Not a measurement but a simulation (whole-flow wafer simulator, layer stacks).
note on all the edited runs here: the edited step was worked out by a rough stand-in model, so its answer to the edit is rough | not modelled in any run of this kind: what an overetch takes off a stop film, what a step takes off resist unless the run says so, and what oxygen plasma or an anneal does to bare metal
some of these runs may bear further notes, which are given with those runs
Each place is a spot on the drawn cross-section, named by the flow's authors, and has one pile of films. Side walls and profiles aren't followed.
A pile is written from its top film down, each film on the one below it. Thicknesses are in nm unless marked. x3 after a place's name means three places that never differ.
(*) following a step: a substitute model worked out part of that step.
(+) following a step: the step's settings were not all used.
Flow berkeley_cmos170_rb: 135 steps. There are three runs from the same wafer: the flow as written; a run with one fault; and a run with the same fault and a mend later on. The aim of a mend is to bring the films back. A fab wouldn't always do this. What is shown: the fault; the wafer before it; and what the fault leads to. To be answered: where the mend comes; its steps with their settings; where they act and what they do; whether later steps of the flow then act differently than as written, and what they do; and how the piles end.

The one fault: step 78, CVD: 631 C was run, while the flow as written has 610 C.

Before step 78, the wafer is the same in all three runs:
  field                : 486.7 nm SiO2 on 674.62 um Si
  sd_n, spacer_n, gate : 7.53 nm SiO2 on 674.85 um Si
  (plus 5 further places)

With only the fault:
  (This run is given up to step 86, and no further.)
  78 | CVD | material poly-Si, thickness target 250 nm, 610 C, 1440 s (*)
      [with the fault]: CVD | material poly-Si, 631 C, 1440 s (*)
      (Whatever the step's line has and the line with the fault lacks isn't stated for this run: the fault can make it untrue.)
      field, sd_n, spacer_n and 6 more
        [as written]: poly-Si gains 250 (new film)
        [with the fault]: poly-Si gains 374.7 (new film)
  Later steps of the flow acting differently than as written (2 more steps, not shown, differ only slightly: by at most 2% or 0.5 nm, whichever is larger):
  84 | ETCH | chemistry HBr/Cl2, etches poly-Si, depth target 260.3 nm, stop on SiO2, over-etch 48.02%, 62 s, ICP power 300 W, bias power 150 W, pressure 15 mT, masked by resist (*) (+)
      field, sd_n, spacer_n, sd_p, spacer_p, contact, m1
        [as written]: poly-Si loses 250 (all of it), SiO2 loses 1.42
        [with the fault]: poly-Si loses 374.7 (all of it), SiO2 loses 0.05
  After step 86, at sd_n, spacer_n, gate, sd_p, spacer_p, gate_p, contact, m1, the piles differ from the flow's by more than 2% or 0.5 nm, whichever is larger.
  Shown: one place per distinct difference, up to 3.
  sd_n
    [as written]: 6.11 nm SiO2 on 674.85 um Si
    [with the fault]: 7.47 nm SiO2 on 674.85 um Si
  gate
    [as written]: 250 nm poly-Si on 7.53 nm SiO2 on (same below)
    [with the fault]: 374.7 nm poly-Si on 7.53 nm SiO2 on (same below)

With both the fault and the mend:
  After step 78 comes the mend.
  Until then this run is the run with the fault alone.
  78a | ETCH | chemistry tmah, depth target 124.7 nm
      field, sd_n, spacer_n and 6 more
        poly-Si loses 124.7
  None of the later steps of the flow differs from how it acts as written, at any place that is followed, by more than 2% or 0.5 nm, whichever is larger.
  At the end the piles are close to the flow's at the places that both follow, differing by at most 2% or 0.5 nm, whichever is larger.
